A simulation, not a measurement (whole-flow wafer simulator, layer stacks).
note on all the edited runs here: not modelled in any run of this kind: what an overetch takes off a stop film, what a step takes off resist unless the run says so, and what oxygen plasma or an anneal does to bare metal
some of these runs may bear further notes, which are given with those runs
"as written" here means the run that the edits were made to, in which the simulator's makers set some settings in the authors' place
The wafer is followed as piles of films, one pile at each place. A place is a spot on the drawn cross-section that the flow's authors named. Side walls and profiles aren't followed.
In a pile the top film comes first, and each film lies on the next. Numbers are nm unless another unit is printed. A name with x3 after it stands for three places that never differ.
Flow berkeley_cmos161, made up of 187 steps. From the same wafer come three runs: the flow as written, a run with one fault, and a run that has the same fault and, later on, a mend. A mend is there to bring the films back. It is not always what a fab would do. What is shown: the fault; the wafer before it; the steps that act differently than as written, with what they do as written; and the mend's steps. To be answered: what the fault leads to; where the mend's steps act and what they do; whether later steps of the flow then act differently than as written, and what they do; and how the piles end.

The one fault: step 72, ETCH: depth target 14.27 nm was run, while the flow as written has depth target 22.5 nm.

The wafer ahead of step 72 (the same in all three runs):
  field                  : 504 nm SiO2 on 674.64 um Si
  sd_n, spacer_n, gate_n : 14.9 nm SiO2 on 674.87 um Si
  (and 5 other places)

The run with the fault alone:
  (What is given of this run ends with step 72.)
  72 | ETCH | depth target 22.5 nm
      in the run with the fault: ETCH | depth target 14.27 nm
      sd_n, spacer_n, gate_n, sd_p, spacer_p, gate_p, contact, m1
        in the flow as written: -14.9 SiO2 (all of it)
        in the run with the fault: -14.3 SiO2
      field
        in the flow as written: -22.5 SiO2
        in the run with the fault: -14.3 SiO2
  Once step 72 is done, the piles at sd_n, spacer_n, gate_n, sd_p, spacer_p, gate_p, contact, m1 depart from the flow's by more than 2% or 0.5 nm, whichever is larger.
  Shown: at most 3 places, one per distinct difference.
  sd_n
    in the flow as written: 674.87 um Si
    in the run with the fault: 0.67 nm SiO2 on 674.87 um Si

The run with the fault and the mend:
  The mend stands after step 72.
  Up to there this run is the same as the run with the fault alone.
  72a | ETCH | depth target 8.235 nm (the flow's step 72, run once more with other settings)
      sd_n, spacer_n, gate_n, sd_p, spacer_p, gate_p, contact, m1
        -0.67 SiO2 (all of it)
      field
        -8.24 SiO2
  Later steps of the flow that are run all act as written at every place that is followed, up to a difference of at most 2% or 0.5 nm, whichever is larger.
  The piles end the same as the flow's at every place that both follow.
